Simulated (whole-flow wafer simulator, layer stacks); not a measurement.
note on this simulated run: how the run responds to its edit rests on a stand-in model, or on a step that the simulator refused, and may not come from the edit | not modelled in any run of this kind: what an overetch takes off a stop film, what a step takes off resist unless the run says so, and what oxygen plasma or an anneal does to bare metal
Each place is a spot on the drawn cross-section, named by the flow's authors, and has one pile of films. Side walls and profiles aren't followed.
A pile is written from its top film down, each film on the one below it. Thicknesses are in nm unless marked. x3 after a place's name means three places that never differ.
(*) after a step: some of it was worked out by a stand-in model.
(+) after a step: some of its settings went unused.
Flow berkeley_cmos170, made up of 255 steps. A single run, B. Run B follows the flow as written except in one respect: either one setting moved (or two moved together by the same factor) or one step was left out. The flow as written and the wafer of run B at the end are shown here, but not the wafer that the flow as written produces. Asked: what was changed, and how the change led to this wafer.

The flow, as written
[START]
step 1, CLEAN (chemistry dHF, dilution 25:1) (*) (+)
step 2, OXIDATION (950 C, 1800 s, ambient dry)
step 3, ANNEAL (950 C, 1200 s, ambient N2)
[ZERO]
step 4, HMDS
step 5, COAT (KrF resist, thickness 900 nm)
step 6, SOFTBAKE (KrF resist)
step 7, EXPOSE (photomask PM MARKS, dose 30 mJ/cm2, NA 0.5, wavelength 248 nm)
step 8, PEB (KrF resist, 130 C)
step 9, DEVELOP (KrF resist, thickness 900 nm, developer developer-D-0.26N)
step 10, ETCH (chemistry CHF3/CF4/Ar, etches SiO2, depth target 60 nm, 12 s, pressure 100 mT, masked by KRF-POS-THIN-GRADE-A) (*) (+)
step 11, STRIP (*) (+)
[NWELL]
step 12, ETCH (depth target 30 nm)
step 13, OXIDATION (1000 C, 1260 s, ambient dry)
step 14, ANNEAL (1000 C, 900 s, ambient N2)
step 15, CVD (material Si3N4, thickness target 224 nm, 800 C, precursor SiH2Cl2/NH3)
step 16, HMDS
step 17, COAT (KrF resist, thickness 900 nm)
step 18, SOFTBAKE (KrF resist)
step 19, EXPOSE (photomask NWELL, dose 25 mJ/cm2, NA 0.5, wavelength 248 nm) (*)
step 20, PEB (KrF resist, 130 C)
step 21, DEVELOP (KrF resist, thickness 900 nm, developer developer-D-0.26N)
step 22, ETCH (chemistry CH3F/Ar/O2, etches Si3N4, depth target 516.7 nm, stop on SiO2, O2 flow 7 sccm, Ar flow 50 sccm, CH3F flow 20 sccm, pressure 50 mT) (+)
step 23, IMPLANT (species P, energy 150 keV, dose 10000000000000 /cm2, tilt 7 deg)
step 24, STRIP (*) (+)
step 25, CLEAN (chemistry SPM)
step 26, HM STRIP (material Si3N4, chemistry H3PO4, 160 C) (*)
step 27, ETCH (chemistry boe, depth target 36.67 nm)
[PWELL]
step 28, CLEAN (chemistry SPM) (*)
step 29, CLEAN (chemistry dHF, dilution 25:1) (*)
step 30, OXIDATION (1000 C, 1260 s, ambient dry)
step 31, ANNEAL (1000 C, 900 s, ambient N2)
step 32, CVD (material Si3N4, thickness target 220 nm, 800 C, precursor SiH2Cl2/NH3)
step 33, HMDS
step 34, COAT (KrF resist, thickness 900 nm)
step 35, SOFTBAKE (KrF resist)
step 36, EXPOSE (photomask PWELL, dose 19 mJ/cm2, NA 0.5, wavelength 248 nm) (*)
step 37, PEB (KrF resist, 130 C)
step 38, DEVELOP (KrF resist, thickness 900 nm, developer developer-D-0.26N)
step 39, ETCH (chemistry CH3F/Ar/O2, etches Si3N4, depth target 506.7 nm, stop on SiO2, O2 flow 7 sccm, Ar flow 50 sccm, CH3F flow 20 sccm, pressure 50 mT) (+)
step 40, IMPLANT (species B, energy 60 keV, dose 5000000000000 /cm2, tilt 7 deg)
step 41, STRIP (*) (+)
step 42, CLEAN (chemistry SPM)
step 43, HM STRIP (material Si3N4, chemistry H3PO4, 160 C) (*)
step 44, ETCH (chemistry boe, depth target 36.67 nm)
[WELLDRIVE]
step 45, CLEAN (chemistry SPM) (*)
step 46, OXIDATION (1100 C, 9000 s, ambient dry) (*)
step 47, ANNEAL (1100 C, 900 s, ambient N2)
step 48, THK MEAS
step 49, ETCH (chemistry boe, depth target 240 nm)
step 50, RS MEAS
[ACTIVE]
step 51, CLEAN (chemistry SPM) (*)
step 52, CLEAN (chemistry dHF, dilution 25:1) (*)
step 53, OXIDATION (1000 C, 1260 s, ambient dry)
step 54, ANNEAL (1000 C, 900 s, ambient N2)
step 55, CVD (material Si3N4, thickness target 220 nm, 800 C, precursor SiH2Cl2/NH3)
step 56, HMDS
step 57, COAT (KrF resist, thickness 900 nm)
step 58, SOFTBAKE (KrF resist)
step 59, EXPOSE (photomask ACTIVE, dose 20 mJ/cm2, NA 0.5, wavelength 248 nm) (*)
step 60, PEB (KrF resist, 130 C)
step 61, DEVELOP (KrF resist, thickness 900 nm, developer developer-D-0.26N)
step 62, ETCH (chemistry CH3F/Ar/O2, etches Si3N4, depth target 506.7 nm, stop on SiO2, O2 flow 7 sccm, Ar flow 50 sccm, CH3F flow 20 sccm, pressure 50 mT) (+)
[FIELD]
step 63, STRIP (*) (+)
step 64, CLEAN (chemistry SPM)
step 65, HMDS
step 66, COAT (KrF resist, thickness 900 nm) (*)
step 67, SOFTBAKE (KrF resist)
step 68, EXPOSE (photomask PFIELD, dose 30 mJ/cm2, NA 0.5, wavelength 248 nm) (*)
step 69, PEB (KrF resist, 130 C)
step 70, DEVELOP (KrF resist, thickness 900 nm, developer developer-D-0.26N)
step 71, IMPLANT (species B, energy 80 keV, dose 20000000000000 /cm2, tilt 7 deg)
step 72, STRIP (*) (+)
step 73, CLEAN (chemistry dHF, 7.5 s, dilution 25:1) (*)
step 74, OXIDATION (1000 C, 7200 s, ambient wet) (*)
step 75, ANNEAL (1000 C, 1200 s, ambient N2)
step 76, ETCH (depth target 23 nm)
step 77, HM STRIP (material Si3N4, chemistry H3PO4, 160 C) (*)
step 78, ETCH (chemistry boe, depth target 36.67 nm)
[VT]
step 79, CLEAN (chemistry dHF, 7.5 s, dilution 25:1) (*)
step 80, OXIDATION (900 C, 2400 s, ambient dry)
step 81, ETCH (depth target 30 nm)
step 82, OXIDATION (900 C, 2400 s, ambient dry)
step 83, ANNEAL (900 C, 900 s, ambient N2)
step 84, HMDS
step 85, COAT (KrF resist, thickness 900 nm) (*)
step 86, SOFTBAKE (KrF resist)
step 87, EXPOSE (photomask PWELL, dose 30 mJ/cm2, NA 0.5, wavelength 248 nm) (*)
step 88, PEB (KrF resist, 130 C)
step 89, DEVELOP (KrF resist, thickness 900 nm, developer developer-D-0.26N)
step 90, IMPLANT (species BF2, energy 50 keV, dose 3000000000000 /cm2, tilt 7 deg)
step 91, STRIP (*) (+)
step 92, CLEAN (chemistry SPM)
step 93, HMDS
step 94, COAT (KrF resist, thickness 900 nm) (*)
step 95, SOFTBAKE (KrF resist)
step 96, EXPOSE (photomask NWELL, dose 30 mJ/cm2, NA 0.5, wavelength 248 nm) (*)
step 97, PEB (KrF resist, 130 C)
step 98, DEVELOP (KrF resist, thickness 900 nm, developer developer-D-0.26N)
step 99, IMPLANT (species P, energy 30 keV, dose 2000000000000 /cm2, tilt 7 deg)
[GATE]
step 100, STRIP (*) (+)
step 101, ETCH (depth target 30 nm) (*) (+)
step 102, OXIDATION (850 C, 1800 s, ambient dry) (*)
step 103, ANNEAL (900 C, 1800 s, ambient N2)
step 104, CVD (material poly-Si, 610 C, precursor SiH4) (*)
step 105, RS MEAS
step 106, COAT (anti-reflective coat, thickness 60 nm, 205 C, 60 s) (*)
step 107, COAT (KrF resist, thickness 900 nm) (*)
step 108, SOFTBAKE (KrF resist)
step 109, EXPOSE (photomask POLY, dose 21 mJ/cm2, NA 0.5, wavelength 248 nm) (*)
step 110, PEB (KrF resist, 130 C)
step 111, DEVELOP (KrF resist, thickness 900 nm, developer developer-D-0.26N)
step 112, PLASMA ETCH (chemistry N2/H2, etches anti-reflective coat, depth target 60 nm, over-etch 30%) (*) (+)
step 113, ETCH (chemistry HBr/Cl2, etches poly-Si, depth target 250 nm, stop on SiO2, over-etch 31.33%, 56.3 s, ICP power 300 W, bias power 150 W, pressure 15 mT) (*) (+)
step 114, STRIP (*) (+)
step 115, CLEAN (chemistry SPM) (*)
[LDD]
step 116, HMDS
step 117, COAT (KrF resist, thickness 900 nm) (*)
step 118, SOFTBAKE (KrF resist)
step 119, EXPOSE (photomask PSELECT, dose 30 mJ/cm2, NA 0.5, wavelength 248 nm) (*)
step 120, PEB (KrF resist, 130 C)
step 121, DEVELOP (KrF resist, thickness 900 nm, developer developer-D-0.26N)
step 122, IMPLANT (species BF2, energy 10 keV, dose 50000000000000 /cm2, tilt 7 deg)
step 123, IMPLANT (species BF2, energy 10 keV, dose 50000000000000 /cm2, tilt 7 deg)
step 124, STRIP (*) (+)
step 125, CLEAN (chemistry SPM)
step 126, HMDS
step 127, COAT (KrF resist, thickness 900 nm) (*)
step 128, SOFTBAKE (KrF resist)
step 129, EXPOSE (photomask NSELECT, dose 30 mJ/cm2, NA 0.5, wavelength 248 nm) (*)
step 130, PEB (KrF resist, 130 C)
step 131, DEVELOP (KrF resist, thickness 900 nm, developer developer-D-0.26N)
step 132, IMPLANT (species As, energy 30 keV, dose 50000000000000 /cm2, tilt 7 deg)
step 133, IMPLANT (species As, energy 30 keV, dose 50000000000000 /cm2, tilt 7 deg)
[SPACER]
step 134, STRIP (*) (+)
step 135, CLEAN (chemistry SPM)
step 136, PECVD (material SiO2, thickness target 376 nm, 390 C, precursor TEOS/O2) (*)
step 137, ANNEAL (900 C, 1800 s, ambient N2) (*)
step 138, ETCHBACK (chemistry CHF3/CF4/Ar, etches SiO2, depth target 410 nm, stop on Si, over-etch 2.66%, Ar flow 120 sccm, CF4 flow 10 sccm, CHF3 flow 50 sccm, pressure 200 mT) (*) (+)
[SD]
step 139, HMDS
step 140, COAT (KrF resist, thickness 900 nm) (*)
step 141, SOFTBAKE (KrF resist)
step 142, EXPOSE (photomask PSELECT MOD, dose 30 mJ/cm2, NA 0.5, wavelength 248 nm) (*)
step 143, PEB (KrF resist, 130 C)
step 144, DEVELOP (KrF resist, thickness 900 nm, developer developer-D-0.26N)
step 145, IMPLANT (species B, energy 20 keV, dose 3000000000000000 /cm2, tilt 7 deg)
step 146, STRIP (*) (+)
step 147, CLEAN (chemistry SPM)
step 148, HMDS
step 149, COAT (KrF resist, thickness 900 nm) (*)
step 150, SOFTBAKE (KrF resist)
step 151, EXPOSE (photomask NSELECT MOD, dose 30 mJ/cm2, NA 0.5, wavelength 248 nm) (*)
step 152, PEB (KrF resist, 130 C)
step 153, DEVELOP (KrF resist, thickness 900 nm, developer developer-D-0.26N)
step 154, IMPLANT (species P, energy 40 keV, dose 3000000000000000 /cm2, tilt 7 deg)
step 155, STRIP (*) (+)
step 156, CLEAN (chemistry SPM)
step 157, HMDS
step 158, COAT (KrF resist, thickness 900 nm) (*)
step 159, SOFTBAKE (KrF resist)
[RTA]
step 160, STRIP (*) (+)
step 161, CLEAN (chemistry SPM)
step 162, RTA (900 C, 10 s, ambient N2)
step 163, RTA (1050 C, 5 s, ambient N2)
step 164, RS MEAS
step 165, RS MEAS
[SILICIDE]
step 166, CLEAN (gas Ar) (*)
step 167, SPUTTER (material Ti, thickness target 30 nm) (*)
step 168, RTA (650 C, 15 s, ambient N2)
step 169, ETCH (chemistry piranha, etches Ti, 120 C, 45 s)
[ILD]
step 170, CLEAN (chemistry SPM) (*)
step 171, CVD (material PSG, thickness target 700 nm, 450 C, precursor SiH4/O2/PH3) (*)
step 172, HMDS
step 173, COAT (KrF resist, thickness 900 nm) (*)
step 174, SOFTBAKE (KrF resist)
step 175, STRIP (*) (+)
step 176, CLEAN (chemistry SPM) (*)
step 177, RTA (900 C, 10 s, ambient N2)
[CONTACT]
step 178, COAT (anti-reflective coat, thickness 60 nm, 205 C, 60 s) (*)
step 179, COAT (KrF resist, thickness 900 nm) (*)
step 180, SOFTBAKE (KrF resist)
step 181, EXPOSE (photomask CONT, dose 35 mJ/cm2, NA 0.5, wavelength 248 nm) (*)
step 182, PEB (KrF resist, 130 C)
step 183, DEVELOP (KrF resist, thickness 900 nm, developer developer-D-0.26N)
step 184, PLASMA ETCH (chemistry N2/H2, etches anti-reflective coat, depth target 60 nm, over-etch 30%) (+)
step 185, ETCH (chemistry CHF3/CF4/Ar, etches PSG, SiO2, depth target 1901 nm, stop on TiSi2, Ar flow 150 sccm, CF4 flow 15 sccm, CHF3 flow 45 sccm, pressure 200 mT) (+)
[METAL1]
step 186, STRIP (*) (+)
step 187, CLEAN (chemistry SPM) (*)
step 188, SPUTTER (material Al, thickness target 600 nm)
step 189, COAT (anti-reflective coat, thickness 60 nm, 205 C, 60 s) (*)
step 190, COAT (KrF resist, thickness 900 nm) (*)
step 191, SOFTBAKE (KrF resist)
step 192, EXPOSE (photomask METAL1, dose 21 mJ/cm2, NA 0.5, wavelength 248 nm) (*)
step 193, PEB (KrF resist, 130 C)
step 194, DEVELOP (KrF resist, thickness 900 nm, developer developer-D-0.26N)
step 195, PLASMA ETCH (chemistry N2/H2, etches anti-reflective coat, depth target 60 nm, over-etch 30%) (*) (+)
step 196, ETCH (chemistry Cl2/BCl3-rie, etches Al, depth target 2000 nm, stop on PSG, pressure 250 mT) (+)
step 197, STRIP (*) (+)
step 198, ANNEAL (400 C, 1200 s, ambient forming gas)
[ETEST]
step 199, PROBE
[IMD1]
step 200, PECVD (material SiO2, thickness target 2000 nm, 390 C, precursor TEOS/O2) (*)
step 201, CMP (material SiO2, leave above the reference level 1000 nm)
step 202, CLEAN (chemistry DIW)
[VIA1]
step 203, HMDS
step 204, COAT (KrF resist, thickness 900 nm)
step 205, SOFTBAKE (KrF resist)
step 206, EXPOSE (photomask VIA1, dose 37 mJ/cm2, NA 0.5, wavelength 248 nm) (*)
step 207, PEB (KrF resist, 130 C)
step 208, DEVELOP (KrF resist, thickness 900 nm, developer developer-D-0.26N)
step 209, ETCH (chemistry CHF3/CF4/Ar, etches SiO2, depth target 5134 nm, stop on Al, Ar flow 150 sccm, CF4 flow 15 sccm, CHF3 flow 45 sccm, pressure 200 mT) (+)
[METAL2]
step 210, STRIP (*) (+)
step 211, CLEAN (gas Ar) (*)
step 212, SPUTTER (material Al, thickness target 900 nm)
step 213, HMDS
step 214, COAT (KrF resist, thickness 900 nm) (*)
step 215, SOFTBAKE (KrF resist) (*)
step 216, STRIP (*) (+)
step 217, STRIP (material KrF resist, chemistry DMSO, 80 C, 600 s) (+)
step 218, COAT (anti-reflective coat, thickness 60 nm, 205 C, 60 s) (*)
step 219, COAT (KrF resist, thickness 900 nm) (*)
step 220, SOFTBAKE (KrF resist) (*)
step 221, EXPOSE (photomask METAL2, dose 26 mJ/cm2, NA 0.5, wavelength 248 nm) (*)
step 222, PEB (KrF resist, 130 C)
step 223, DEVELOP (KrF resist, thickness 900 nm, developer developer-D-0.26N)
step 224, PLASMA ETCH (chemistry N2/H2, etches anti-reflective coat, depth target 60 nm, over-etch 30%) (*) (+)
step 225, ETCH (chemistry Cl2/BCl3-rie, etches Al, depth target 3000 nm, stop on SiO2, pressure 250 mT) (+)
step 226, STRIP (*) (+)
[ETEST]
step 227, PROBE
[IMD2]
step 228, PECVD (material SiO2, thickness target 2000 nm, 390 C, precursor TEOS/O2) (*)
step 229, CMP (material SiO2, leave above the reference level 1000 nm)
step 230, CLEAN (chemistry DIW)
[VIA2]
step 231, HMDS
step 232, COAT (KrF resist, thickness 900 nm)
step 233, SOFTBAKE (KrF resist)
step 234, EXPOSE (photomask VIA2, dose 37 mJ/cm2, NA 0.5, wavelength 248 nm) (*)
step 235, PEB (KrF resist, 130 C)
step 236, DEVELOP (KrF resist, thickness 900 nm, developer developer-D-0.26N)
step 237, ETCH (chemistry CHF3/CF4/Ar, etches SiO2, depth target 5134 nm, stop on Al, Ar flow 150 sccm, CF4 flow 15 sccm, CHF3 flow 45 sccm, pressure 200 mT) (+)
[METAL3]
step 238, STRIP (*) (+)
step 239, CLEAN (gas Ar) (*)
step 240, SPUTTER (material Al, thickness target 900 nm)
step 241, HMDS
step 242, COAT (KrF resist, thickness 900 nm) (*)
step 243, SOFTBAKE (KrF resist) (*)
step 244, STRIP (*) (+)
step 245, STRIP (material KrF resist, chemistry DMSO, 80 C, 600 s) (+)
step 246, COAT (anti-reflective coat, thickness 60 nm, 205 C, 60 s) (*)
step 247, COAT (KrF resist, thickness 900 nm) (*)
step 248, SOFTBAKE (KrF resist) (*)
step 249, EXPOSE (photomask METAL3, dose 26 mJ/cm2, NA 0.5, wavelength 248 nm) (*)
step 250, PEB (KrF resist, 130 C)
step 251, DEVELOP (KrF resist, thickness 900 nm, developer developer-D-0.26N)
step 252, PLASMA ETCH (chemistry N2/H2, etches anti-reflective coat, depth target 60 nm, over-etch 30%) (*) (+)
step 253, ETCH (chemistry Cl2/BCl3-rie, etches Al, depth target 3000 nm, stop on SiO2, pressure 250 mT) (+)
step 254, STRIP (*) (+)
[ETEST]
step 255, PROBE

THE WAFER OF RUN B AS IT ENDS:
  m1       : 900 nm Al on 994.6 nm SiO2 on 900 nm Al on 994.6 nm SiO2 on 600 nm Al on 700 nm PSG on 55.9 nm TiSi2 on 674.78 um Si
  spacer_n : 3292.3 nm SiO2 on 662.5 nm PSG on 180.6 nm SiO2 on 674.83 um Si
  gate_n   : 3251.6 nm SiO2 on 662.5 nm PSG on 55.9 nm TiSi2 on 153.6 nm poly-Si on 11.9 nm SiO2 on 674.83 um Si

The reason: step 53, OXIDATION: 1187 C was run, while the flow as written has 1000 C.

Step by step, how the change led to this:
  step 53, OXIDATION (1000 C, 1260 s, ambient dry)
      field, sd_n, spacer_n and 9 more: SiO2 gains 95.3 (new film), Si loses 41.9 (it would be, as written: SiO2 gains 26.6 (new film), Si loses 11.7)
  step 74, OXIDATION (1000 C, 7200 s, ambient wet) (*)
      gate_n, gate_p, m1, via1, m2, via2: SiO2 gains 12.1 (new film), Si3N4 loses 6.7, SiO2 gains 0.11 (it would be, as written: SiO2 gains 12.1 (new film), Si3N4 loses 6.7)
      spacer_p: SiO2 gains 12.1 (new film), Si3N4 loses 6.7, SiO2 gains 0.13, Si loses 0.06 (it would be, as written: SiO2 gains 12.1 (new film), Si3N4 loses 6.7)
      (also at 4 further places)
  step 78, ETCH (chemistry boe, depth target 36.67 nm)
      sd_n, spacer_n, gate_n and 8 more: SiO2 loses 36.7 (it would be, as written: SiO2 loses 24.6 (all of it))
  step 79, CLEAN (chemistry dHF, 7.5 s, dilution 25:1) (*)
      sd_n, spacer_n, gate_n and 8 more: SiO2 loses 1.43 (it would be, as written: nothing)
  step 80, OXIDATION (900 C, 2400 s, ambient dry)
      gate_n, spacer_p, gate_p, m1, via1, m2, via2: SiO2 gains 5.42, Si loses 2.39 (it would be, as written: SiO2 gains 14.9 (new film), Si loses 6.57)
      sd_n: SiO2 gains 5.03, Si loses 2.21 (it would be, as written: SiO2 gains 14.9 (new film), Si loses 6.57)
      (also at 3 further places)
  step 81, ETCH (depth target 30 nm)
      sd_n, spacer_n, gate_n and 8 more: SiO2 loses 30 (it would be, as written: SiO2 loses 14.9 (all of it))
  step 82, OXIDATION (900 C, 2400 s, ambient dry)
      gate_n, gate_p, m1, via1, m2, via2: SiO2 gains 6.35, Si loses 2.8 (it would be, as written: SiO2 gains 14.9 (new film), Si loses 6.57)
      sd_n: SiO2 gains 5.76, Si loses 2.54 (it would be, as written: SiO2 gains 14.9 (new film), Si loses 6.57)
      (also at 4 further places)
  step 101, ETCH (depth target 30 nm) (*) (+)
      sd_n, spacer_n, gate_n and 8 more: SiO2 loses 30 (it would be, as written: SiO2 loses 14.9 (all of it))
  step 102, OXIDATION (850 C, 1800 s, ambient dry) (*)
      gate_n, gate_p, m1, via1, m2, via2: SiO2 gains 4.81, Si loses 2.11 (it would be, as written: SiO2 gains 7.48 (new film), Si loses 3.29)
      sd_n: SiO2 gains 2.56, Si loses 1.12 (it would be, as written: SiO2 gains 7.48 (new film), Si loses 3.29)
      (also at 4 further places)
  step 106, COAT (anti-reflective coat, thickness 60 nm, 205 C, 60 s) (*)
      sd_n: anti-reflective coat gains 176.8 (new film) (it would be, as written: anti-reflective coat gains 158.6 (new film))
      spacer_n: anti-reflective coat gains 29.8 (new film) (it would be, as written: anti-reflective coat gains 31.5 (new film))
      (also at 7 further places)
  step 107, COAT (KrF resist, thickness 900 nm) (*)
      spacer_n: KrF resist gains 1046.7 (new film) (it would be, as written: KrF resist gains 1024.8 (new film))
      gate_n: KrF resist gains 1049.5 (new film) (it would be, as written: KrF resist gains 1027.4 (new film))
  step 111, DEVELOP (KrF resist, thickness 900 nm, developer developer-D-0.26N)
      spacer_n: KrF resist loses 1045 (all of it) (it would be, as written: KrF resist loses 1023.1 (all of it))
  step 112, PLASMA ETCH (chemistry N2/H2, etches anti-reflective coat, depth target 60 nm, over-etch 30%) (*) (+)
      field: anti-reflective coat loses 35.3 (all of it), poly-Si loses 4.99 (it would be, as written: anti-reflective coat loses 34.7 (all of it), poly-Si loses 4.4)
      sd_n: anti-reflective coat loses 176.8 (all of it), poly-Si loses 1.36 (it would be, as written: anti-reflective coat loses 158.6 (all of it), poly-Si loses 1.22)
      (also at 8 further places)
  step 114, STRIP (*) (+)
      gate_n: chemical SiO2 gains 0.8 (new film), KrF resist loses 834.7 (all of it), anti-reflective coat loses 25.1 (all of it), poly-Si loses 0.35 (it would be, as written: chemical SiO2 gains 0.8 (new film), KrF resist loses 812.6 (all of it), anti-reflective coat loses 27.3 (all of it), poly-Si loses 0.35)
      gate_p: chemical SiO2 gains 0.8 (new film), KrF resist loses 794.6 (all of it), anti-reflective coat loses 30.7 (all of it), poly-Si loses 0.35 (it would be, as written: chemical SiO2 gains 0.8 (new film), KrF resist loses 782.1 (all of it), anti-reflective coat loses 29.6 (all of it), poly-Si loses 0.35)
  step 138, ETCHBACK (chemistry CHF3/CF4/Ar, etches SiO2, depth target 410 nm, stop on Si, over-etch 2.66%, Ar flow 120 sccm, CF4 flow 10 sccm, CHF3 flow 50 sccm, pressure 200 mT) (*) (+)
      sd_n: SiO2 loses 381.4 (all of it) (it would be, as written: SiO2 loses 366 (all of it))
      sd_p: SiO2 loses 381.5 (all of it) (it would be, as written: SiO2 loses 366 (all of it))
  step 140, COAT (KrF resist, thickness 900 nm) (*)
      sd_n: KrF resist gains 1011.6 (new film) (it would be, as written: KrF resist gains 985.6 (new film))
  ... another 18 steps ...
  step 201, CMP (material SiO2, leave above the reference level 1000 nm)
      field: SiO2 loses 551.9 (it would be, as written: SiO2 loses 517)
      sd_p: SiO2 loses 328.1 (it would be, as written: SiO2 loses 335.3)
